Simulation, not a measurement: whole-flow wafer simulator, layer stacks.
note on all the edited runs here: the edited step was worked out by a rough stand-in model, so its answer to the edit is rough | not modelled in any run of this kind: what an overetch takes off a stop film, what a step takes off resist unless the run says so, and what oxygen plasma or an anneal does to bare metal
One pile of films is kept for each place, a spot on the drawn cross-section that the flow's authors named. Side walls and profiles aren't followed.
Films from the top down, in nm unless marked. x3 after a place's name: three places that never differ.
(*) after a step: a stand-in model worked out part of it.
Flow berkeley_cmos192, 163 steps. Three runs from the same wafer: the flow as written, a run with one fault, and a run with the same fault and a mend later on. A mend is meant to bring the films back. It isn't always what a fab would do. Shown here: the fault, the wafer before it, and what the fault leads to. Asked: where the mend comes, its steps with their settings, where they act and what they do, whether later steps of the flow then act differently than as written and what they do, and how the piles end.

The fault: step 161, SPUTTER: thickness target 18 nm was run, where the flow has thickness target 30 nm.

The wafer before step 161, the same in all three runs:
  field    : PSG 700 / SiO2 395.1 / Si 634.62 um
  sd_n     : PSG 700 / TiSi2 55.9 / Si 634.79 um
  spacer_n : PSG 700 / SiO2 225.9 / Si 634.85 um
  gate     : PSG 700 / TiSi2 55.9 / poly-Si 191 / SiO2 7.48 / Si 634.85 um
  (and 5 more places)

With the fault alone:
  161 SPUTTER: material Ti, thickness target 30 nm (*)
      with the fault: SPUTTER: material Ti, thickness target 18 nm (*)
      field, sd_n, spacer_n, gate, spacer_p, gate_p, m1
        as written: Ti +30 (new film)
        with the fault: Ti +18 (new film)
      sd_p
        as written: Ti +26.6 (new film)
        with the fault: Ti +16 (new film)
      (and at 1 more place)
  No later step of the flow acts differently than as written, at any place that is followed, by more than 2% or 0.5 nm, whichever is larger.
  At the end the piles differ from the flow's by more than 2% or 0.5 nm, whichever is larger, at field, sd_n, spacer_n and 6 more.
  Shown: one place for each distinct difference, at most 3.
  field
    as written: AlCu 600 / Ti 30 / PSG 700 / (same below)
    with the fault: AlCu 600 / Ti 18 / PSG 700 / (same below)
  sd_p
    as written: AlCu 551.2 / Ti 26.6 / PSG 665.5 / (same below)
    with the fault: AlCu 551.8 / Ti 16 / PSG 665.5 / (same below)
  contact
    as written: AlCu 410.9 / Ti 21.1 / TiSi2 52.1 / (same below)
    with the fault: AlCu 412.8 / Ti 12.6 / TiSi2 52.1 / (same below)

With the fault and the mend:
  The mend comes after step 161.
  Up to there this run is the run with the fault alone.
  161a SPUTTER: material Ti, thickness target 12 nm (*) (the flow's step 161 once more, with other settings)
      field, sd_n, spacer_n, gate, spacer_p, gate_p, m1
        Ti +12
      sd_p
        Ti +10.6
      contact
        Ti +8.39
  No later step of the flow acts differently than as written at any place that is followed.
  At the end the piles differ from the flow's only slightly at the places that both follow, by at most 2% or 0.5 nm, whichever is larger.
